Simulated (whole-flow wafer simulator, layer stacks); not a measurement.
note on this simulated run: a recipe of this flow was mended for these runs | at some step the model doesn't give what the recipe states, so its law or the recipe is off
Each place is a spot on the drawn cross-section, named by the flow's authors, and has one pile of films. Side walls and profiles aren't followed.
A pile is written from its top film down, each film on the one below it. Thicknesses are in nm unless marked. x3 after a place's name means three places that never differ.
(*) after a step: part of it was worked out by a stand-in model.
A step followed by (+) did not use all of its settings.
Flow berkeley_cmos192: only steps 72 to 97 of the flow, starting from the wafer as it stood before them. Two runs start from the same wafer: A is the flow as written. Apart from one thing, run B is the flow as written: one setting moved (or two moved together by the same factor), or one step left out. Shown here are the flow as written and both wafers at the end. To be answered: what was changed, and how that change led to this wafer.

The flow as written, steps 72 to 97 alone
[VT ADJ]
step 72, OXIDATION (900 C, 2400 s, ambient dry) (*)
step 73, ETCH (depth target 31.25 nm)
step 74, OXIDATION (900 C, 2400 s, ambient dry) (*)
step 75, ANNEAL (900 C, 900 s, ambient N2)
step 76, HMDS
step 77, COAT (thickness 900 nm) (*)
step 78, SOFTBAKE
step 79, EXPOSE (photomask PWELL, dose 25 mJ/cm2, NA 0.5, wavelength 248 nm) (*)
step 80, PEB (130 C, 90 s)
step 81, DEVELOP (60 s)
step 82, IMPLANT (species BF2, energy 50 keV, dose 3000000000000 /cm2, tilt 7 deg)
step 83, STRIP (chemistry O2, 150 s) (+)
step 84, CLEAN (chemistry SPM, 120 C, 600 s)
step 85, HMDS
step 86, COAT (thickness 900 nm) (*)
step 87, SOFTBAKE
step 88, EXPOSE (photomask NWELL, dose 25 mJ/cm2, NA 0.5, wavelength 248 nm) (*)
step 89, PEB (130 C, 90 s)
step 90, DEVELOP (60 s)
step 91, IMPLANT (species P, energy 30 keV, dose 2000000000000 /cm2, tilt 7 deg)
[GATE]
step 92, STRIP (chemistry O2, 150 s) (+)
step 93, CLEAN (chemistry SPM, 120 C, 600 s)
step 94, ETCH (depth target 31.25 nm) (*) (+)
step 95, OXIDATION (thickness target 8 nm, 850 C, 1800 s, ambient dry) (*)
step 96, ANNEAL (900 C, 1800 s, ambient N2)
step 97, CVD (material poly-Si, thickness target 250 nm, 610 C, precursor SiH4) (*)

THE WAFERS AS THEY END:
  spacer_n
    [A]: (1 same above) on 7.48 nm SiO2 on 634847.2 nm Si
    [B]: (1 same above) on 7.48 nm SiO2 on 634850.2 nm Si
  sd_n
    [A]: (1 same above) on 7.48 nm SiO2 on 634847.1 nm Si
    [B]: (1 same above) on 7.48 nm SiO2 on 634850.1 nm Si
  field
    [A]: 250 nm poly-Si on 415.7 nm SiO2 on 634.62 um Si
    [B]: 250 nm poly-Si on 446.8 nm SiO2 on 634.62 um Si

The reason: step 73, ETCH: depth target 31.25 nm, was not run.

How this came from the change, step by step:
  step 74, OXIDATION (900 C, 2400 s, ambient dry) (*)
      sd_n, spacer_n, gate, sd_p, spacer_p, gate_p, contact, m1: A SiO2 gains 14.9 (new film), Si loses 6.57 | B SiO2 gains 8.22, Si loses 3.62
  step 94, ETCH (depth target 31.25 nm) (*) (+)
      sd_n, spacer_n, gate, sd_p, spacer_p, gate_p, contact, m1: A SiO2 loses 14.9 (all of it) | B SiO2 loses 23.2 (all of it)
